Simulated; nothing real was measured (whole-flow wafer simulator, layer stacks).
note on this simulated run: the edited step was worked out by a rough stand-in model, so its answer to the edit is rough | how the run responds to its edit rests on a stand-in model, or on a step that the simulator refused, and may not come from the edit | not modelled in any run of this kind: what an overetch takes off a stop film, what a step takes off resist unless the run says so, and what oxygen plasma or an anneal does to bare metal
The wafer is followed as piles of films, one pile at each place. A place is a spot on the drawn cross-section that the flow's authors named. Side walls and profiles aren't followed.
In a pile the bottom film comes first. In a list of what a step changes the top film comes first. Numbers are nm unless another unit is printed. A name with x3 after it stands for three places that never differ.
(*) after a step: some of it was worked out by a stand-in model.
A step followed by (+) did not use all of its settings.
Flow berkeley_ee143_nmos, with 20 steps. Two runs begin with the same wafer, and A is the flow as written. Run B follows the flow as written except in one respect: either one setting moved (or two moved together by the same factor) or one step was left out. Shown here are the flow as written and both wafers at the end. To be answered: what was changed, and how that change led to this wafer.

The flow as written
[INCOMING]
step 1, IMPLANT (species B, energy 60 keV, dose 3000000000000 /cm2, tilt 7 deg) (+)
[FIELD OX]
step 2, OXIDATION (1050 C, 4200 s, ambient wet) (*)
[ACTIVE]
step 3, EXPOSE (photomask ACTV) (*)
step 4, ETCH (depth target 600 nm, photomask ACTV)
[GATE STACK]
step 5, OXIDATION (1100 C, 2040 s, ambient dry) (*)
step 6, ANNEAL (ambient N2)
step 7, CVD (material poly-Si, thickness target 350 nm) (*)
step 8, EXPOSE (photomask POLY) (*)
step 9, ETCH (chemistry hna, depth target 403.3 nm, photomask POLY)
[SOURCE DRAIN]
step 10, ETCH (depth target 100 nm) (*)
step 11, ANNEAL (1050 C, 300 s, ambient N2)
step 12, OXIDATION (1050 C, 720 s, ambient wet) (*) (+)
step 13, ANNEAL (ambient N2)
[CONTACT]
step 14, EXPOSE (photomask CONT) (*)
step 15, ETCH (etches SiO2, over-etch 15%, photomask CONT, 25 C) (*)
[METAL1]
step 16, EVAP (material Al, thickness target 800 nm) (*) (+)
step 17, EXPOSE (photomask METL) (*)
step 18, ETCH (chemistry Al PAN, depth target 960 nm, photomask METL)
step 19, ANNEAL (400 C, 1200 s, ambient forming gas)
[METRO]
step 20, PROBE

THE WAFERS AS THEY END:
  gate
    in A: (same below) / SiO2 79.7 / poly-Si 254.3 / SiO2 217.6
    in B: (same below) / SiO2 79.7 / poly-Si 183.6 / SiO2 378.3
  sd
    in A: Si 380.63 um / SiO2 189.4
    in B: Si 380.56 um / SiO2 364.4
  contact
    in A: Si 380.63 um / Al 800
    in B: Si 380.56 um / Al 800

The reason: step 12, OXIDATION: 1181 C was run, while the flow as written has 1050 C.

The path from the change to this, step by step:
  step 12, OXIDATION (1050 C, 720 s, ambient wet) (*) (+)
      sd, contact: A SiO2 gains 189.4 (new film), Si loses 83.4 | B SiO2 gains 364.4 (new film), Si loses 160.3
      gate: A SiO2 gains 217.6 (new film), poly-Si loses 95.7 | B SiO2 gains 378.3 (new film), poly-Si loses 166.4
      (also at 1 further place)
  step 15, ETCH (etches SiO2, over-etch 15%, photomask CONT, 25 C) (*)
      contact: A SiO2 loses 189.4 (all of it) | B SiO2 loses 364.4 (all of it)
